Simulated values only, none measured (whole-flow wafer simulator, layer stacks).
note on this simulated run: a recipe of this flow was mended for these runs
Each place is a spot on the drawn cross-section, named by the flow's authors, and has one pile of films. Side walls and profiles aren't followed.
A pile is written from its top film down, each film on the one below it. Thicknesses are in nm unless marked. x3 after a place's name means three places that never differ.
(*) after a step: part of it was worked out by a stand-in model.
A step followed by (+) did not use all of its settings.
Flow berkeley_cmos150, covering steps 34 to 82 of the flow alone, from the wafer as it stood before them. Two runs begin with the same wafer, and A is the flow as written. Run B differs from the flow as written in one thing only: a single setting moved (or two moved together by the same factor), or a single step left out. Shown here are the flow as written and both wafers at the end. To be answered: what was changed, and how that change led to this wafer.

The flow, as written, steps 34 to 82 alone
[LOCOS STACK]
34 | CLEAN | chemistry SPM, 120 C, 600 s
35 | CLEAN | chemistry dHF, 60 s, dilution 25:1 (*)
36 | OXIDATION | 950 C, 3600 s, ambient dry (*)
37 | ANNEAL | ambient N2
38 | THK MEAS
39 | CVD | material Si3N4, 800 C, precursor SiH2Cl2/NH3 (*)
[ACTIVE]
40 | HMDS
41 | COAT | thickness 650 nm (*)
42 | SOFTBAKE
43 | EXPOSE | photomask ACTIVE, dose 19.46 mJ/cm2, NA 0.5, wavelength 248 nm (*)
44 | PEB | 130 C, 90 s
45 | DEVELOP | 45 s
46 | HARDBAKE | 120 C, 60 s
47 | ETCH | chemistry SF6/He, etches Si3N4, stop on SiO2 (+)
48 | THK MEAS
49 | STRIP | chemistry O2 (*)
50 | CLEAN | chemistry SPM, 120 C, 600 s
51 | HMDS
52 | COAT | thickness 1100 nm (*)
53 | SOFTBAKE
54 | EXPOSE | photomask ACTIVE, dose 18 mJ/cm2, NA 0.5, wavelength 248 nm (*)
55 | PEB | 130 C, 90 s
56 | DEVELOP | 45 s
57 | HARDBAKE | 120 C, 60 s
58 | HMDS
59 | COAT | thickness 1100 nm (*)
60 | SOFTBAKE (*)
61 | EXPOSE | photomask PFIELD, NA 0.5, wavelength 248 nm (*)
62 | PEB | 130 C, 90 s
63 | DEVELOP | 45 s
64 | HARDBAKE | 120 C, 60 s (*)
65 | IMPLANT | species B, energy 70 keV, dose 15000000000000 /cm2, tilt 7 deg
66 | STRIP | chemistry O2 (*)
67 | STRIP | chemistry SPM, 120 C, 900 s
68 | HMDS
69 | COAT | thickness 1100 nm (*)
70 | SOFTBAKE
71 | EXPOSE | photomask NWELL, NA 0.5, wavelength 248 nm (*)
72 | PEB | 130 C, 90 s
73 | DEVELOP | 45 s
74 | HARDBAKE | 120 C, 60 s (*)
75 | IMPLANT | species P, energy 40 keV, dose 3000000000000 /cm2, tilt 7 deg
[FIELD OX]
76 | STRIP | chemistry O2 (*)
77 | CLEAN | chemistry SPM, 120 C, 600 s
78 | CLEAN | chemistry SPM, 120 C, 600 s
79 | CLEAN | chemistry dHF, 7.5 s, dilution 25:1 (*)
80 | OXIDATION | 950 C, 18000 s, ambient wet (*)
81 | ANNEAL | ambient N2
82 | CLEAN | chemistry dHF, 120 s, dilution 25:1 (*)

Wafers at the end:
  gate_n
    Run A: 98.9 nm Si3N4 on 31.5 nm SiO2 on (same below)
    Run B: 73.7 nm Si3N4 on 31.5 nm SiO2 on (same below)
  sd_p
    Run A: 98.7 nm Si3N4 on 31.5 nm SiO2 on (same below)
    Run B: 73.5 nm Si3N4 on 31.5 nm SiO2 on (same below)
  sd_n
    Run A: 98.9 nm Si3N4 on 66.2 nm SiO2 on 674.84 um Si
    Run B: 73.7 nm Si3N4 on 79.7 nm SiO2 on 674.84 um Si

Cause: step 39, CVD: 777 C was run, while the flow as written has 800 C.

How this came from the change, step by step:
  39 | CVD | material Si3N4, 800 C, precursor SiH2Cl2/NH3 (*)
      field, field_p, sd_n, gate_n, sd_p, gate_p, contact, m1: A +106 Si3N4 (new film) | B +80.8 Si3N4 (new film)
  47 | ETCH | chemistry SF6/He, etches Si3N4, stop on SiO2 (+)
      sd_n, gate_n, sd_p, gate_p, contact, m1: A -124 KrF-resist | B -96.6 KrF-resist
      field, field_p: A -106 Si3N4 (all of it), -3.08 SiO2 | B -80.8 Si3N4 (all of it), -3.08 SiO2
  49 | STRIP | chemistry O2 (*)
      sd_n: A -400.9 KrF-resist (all of it) | B -428.3 KrF-resist (all of it)
      gate_n: A -409.3 KrF-resist (all of it) | B -436.7 KrF-resist (all of it)
      (also at 4 further places)
  80 | OXIDATION | 950 C, 18000 s, ambient wet (*)
      sd_n: A +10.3 SiO2 (new film), -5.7 Si3N4, +34.7 SiO2, -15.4 Si | B +10.3 SiO2 (new film), -5.7 Si3N4, +48.3 SiO2, -21.5 Si
